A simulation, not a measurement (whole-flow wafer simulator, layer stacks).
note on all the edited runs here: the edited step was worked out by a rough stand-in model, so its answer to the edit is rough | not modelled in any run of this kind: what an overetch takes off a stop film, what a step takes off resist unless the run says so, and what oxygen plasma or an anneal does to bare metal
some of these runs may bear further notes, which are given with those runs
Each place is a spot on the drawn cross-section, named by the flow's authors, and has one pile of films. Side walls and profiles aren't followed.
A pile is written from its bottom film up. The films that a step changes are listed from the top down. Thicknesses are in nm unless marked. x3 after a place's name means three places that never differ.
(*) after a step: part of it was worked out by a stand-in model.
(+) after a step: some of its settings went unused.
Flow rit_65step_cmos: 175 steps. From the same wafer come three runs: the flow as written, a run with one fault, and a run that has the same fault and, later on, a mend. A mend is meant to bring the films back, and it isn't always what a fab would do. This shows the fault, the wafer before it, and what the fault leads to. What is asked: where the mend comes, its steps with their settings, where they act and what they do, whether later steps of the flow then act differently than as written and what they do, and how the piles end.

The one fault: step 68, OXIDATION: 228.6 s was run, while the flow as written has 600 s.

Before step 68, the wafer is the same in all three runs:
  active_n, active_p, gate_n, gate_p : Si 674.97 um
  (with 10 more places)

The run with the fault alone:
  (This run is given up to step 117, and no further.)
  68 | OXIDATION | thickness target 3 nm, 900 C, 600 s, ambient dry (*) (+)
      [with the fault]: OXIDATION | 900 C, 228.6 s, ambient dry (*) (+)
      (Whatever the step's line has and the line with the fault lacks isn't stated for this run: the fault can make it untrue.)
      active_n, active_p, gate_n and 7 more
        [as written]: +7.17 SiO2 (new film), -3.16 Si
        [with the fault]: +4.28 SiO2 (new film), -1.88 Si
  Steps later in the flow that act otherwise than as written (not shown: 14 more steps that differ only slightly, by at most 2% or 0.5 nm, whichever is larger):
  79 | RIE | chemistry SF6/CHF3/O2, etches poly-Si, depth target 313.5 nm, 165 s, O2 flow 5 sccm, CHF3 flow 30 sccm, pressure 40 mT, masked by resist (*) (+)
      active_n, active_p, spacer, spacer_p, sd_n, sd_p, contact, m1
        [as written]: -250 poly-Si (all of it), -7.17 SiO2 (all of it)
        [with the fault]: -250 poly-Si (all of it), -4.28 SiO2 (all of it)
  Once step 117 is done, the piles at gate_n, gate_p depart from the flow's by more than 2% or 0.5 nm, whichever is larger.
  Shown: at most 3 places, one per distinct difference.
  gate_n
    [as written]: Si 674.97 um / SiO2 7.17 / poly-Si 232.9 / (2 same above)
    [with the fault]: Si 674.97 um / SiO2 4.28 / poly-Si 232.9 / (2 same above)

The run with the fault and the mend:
  The mend stands after step 69.
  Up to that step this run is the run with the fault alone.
  69a | OXIDATION | 900 C, 371.4 s, ambient dry (*) (+) (the flow's step 68, run once more with other settings)
      active_n, active_p, gate_n and 7 more
        +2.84 SiO2, -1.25 Si
  Every later step of the flow that is run acts as written, at every place that is followed, to within 2% or 0.5 nm, whichever is larger.
  At the end the piles are close to the flow's at the places that both follow, differing by at most 2% or 0.5 nm, whichever is larger.
